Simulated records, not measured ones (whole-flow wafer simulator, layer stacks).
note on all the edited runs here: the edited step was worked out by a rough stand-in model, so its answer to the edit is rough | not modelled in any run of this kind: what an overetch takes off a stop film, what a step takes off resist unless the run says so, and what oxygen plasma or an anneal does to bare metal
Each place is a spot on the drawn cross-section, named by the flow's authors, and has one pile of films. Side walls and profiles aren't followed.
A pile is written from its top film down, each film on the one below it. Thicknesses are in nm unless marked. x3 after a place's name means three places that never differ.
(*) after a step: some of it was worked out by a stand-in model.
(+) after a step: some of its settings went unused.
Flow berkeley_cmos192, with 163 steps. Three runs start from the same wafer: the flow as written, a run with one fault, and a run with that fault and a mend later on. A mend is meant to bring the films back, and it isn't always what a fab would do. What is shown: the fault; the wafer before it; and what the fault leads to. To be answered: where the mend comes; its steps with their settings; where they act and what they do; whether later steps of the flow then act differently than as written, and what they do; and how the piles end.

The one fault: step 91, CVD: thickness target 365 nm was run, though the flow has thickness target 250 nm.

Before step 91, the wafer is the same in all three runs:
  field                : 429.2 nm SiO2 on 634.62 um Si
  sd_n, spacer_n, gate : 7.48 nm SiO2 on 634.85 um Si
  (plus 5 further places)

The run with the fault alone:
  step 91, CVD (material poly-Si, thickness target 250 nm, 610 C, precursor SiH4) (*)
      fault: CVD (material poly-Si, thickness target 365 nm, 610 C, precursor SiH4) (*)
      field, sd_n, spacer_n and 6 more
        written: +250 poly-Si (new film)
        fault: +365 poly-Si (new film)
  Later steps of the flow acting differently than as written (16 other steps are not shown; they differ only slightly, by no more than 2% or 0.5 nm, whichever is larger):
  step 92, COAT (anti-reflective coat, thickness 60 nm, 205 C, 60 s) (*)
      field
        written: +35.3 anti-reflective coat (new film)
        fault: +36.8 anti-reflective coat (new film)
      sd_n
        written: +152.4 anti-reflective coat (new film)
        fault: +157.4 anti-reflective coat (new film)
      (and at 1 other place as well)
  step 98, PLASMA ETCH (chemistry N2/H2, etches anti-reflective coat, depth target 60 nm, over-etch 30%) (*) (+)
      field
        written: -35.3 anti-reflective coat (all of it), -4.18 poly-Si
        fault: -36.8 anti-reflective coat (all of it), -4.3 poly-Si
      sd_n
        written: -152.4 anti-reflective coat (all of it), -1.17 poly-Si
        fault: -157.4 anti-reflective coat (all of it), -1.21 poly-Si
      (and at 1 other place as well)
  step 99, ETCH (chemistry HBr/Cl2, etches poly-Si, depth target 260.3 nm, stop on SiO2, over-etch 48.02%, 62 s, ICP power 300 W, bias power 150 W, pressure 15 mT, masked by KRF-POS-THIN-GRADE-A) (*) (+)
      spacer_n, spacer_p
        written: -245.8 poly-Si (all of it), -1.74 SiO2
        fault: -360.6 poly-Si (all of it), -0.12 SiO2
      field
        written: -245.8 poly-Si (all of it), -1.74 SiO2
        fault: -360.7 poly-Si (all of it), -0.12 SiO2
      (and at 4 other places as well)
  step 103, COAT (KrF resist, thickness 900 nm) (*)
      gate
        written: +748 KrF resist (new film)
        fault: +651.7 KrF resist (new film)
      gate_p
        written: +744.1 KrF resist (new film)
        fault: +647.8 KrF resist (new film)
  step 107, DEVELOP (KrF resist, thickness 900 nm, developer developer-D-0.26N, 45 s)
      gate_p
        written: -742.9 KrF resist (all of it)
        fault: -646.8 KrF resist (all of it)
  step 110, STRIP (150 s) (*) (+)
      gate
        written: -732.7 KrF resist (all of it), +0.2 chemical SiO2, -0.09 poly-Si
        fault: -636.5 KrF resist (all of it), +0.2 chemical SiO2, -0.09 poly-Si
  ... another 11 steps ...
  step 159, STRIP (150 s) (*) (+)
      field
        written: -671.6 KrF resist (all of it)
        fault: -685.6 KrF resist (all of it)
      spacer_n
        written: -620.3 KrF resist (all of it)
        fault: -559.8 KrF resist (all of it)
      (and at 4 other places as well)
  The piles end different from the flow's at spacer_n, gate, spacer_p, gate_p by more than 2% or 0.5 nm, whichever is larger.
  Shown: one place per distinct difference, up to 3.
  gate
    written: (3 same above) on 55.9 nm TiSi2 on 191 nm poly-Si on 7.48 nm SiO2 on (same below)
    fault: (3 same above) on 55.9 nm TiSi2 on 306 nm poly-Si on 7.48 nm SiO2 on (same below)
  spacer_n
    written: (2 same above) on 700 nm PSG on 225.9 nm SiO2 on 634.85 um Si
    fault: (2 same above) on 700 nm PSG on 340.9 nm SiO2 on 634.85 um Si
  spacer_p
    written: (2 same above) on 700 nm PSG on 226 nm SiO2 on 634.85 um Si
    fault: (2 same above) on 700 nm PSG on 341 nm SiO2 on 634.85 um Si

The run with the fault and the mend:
  The mend follows step 91.
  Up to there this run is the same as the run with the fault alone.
  step 91a, ETCH (chemistry tmah, depth target 115 nm)
      field, sd_n, spacer_n and 6 more
        -115 poly-Si
  Later steps of the flow that are run all act as written at every place that is followed.
  The piles end the same as the flow's at every place that both follow.
